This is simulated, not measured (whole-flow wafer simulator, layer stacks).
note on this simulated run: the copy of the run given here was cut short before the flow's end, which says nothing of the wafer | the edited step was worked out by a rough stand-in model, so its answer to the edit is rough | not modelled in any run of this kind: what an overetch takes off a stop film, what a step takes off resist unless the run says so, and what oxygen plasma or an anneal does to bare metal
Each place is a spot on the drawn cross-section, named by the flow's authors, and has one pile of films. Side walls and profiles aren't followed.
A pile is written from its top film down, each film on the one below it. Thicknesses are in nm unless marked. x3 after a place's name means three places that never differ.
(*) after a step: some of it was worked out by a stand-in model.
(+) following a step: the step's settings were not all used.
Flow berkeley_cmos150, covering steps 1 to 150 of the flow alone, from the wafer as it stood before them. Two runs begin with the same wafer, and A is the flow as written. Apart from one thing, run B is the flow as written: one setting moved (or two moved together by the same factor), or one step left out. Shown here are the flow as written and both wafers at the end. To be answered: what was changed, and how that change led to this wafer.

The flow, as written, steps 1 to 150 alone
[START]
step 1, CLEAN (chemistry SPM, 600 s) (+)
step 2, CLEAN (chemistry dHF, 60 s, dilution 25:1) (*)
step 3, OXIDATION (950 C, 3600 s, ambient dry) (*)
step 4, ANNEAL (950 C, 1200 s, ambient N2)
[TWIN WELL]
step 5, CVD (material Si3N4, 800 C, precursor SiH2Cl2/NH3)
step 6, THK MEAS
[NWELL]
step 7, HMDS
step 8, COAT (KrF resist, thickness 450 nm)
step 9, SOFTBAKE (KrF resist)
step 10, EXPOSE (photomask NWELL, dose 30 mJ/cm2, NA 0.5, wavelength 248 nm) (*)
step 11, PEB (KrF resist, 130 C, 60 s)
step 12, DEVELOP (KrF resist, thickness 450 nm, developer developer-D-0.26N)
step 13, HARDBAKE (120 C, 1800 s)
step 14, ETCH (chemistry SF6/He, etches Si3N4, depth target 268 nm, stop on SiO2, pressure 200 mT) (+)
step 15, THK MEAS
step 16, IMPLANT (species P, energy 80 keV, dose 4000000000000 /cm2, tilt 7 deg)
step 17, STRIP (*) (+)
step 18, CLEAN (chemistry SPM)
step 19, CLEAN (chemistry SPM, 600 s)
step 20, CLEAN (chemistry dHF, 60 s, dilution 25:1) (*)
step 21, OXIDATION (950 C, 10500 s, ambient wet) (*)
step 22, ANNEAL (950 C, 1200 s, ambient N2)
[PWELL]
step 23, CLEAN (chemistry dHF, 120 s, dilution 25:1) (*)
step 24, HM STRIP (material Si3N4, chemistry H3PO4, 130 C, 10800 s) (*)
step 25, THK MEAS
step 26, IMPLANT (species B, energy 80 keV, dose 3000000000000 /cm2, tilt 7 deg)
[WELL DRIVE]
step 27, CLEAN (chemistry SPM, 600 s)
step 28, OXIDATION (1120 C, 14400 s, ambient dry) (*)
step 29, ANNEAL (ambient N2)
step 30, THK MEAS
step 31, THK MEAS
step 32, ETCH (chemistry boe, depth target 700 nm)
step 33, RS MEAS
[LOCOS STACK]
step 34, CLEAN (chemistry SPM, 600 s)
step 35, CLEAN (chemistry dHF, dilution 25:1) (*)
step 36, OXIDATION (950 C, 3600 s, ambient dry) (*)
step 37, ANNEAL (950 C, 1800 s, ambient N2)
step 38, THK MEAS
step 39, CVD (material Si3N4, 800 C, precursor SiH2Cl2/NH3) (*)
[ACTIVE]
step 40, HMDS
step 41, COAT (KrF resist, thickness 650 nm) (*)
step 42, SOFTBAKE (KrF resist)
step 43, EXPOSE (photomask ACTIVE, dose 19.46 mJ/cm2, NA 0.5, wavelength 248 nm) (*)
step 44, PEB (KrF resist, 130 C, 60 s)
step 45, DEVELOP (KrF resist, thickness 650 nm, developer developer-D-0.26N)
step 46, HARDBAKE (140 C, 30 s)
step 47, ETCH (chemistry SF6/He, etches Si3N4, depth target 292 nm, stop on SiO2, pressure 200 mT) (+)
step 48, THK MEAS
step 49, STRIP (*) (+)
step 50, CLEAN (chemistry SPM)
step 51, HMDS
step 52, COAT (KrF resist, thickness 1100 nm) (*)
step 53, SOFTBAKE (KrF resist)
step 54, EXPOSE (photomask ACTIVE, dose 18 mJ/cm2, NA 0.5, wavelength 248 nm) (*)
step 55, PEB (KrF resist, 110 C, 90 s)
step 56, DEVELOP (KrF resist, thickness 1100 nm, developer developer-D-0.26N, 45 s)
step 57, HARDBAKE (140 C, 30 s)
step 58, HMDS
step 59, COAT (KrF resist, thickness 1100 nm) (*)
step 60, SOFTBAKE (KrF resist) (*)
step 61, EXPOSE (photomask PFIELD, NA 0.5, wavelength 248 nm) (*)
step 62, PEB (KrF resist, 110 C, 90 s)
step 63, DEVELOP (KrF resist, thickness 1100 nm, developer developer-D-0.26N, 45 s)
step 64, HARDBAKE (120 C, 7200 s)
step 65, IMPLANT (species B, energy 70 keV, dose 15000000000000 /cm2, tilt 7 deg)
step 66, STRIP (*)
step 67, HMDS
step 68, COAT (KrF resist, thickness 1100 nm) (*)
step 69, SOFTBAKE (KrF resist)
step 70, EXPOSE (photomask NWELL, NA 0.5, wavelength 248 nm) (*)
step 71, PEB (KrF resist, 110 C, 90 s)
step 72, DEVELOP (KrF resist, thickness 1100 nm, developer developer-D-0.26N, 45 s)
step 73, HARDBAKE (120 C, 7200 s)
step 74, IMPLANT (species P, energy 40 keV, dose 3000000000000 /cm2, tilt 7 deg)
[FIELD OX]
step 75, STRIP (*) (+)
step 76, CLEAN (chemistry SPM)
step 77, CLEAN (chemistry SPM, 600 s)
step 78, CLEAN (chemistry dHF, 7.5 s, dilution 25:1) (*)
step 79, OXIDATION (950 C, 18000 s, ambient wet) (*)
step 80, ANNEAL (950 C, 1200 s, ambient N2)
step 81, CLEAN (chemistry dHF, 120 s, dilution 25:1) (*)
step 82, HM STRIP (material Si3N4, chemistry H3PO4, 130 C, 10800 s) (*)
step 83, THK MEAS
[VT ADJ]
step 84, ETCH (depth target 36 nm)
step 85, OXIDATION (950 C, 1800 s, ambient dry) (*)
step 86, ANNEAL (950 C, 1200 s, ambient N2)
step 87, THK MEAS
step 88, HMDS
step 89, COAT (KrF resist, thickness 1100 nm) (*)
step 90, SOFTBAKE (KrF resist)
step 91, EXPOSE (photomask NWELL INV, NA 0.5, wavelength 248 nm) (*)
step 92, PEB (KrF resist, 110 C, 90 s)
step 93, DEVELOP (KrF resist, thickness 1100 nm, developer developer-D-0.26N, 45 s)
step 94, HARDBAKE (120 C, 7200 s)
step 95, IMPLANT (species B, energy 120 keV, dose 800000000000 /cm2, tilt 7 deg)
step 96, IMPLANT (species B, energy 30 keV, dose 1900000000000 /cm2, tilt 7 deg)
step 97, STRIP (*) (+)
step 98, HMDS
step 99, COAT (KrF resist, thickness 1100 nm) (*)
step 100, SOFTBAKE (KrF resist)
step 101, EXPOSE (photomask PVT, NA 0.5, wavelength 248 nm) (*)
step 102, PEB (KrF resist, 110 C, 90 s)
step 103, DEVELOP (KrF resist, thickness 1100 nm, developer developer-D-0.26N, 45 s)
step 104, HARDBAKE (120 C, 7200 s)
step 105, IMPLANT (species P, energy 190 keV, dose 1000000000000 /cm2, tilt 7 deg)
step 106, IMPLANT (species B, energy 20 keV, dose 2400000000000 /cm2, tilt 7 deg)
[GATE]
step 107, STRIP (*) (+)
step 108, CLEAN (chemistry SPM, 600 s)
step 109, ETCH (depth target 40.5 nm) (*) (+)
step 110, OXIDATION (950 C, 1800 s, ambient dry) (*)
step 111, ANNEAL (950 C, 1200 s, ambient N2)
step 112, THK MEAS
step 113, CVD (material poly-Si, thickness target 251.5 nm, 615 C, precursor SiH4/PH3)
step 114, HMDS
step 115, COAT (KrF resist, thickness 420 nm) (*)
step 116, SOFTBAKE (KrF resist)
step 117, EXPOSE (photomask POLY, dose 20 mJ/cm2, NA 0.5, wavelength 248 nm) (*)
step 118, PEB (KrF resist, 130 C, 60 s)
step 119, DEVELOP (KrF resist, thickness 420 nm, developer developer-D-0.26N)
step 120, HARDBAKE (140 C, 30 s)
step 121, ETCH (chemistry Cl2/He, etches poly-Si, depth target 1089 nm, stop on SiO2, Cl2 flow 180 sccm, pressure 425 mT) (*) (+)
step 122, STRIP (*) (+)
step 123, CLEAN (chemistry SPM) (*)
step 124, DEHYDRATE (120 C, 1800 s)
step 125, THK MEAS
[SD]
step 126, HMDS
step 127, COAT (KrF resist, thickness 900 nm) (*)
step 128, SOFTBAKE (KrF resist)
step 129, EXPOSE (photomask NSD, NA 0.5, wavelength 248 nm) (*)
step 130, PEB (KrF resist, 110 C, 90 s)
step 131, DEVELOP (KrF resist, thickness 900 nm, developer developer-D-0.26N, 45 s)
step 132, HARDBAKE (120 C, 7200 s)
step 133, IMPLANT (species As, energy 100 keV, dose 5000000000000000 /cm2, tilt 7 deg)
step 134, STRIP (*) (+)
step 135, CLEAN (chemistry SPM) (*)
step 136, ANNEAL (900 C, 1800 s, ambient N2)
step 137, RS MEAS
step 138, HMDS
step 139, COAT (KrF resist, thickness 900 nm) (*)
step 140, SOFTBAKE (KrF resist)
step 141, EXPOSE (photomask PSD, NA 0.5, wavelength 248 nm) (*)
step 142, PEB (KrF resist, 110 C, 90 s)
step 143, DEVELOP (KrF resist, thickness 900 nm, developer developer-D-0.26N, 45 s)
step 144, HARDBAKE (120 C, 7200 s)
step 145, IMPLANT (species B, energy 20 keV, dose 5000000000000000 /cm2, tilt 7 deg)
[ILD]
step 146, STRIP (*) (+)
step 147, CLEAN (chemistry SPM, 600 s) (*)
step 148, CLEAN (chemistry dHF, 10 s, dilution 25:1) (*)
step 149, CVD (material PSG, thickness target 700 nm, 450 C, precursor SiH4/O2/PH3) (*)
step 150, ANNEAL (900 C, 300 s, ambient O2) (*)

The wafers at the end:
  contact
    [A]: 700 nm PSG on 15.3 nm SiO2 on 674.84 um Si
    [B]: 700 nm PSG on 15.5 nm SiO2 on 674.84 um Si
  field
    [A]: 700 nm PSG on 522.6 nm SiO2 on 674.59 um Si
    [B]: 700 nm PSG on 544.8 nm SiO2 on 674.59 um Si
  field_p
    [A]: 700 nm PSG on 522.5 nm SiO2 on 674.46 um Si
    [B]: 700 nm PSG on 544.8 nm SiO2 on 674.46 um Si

What caused this: step 109, ETCH: depth target 18.2 nm was run, though the flow has depth target 40.5 nm.

The path from the change to this, step by step:
  step 109, ETCH (depth target 40.5 nm) (*) (+)
      gate_n, sd_p, gate_p, contact, m1: A -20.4 SiO2 (all of it) | B -18.2 SiO2
      sd_n: A -40.4 SiO2 (all of it) | B -18.2 SiO2
      (and at 2 other places as well)
  step 110, OXIDATION (950 C, 1800 s, ambient dry) (*)
      gate_n, sd_p, gate_p, contact, m1: A +20.4 SiO2 (new film), -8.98 Si | B +18.4 SiO2, -8.1 Si
      sd_n: A +20.4 SiO2 (new film), -8.98 Si | B +12.3 SiO2, -5.43 Si
  step 115, COAT (KrF resist, thickness 420 nm) (*)
      gate_n: A +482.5 KrF resist (new film) | B +492.8 KrF resist (new film)
  step 120, HARDBAKE (140 C, 30 s)
      gate_n: A -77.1 KrF resist | B -78.9 KrF resist
  step 122, STRIP (*) (+)
      gate_n: A +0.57 chemical SiO2 (new film), -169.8 KrF resist (all of it), -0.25 poly-Si | B +0.57 chemical SiO2 (new film), -178.4 KrF resist (all of it), -0.25 poly-Si
      gate_p: A +0.57 chemical SiO2 (new film), -206.4 KrF resist (all of it), -0.25 poly-Si | B +0.57 chemical SiO2 (new film), -210.8 KrF resist (all of it), -0.25 poly-Si
